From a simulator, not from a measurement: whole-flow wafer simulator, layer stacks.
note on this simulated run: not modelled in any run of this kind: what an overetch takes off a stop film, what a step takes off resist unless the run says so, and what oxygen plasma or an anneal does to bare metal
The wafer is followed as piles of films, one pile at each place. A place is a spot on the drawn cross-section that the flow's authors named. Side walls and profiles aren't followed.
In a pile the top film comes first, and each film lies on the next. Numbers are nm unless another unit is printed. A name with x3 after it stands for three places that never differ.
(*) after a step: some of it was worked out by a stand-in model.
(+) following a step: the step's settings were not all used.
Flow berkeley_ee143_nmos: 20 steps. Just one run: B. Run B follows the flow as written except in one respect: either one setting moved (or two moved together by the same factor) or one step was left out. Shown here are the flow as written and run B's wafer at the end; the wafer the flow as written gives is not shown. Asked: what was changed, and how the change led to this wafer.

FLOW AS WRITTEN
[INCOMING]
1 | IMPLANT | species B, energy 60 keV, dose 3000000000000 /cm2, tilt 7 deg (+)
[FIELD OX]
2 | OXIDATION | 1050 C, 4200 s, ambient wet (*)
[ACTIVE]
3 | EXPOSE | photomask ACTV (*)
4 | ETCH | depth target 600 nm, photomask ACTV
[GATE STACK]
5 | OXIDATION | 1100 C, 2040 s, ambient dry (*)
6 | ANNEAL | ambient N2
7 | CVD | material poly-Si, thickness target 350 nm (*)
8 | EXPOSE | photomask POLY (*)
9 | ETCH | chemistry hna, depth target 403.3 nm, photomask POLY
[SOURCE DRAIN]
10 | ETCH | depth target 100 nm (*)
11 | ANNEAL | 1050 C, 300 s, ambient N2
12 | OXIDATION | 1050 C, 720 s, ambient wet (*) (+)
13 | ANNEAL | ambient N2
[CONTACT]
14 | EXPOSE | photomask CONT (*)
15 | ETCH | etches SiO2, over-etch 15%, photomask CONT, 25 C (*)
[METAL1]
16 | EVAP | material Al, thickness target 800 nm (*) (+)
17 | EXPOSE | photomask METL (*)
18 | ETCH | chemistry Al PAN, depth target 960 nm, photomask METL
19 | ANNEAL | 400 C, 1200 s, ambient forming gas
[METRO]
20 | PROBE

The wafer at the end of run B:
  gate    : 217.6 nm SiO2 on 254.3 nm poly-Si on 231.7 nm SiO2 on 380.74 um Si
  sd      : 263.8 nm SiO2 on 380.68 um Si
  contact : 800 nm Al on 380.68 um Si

Cause: step 4, ETCH: depth target 360 nm was run, whereas the flow has depth target 600 nm.

How this came from the change, step by step:
  4 | ETCH | depth target 600 nm, photomask ACTV
      gate, sd, contact: -360 SiO2 (it would be, as written: -566.4 SiO2 (all of it))
  5 | OXIDATION | 1100 C, 2040 s, ambient dry (*)
      gate, sd, contact: +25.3 SiO2, -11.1 Si (it would be, as written: +79.7 SiO2 (new film), -35.1 Si)
  10 | ETCH | depth target 100 nm (*)
      sd, contact: -100 SiO2 (it would be, as written: -79.7 SiO2 (all of it))
  12 | OXIDATION | 1050 C, 720 s, ambient wet (*) (+)
      sd, contact: +132.1 SiO2, -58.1 Si (it would be, as written: +189.4 SiO2 (new film), -83.4 Si)
  15 | ETCH | etches SiO2, over-etch 15%, photomask CONT, 25 C (*)
      contact: -263.8 SiO2 (all of it) (it would be, as written: -189.4 SiO2 (all of it))
